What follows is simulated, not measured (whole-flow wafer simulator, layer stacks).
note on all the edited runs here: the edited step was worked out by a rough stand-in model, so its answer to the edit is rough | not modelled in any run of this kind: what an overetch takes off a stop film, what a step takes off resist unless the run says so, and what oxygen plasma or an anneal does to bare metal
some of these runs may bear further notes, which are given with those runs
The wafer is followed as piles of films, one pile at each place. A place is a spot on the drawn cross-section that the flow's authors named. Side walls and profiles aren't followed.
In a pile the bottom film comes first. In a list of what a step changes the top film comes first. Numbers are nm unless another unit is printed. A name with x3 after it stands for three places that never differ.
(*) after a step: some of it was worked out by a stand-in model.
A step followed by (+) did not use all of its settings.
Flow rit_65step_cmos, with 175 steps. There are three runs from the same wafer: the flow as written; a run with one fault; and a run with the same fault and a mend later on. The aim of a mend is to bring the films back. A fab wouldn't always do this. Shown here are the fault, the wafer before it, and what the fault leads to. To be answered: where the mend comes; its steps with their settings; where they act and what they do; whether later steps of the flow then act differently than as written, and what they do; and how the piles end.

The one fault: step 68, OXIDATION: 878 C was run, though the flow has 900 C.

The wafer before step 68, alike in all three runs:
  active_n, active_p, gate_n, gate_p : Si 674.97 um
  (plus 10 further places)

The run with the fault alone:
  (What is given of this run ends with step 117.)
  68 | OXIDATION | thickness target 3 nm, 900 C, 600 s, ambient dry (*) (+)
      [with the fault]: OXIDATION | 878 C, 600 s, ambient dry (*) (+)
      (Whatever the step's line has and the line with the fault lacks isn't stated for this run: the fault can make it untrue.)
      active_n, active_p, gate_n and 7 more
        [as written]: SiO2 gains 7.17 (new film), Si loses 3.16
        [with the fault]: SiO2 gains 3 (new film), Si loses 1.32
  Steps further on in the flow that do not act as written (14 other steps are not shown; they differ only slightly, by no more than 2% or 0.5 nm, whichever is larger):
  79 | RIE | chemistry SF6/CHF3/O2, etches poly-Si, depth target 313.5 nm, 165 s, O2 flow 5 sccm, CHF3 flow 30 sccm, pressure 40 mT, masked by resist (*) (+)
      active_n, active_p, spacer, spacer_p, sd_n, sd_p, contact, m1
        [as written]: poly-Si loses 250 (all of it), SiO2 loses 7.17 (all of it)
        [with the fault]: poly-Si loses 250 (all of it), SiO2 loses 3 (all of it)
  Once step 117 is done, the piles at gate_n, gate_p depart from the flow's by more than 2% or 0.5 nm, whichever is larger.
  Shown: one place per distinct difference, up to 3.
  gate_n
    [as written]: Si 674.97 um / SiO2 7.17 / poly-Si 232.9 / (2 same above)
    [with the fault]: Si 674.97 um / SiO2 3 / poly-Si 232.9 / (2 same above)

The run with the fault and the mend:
  After step 69 comes the mend.
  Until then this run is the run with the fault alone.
  69a | OXIDATION | 900 C, 488.4 s, ambient dry (*) (+) (the flow's step 68, run once more with other settings)
      active_n, active_p, gate_n and 7 more
        SiO2 gains 4, Si loses 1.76
  Later steps of the flow that are run all act as written at every place that is followed, up to a difference of at most 2% or 0.5 nm, whichever is larger.
  The piles end only slightly different from the flow's at the places that both follow, by no more than 2% or 0.5 nm, whichever is larger.
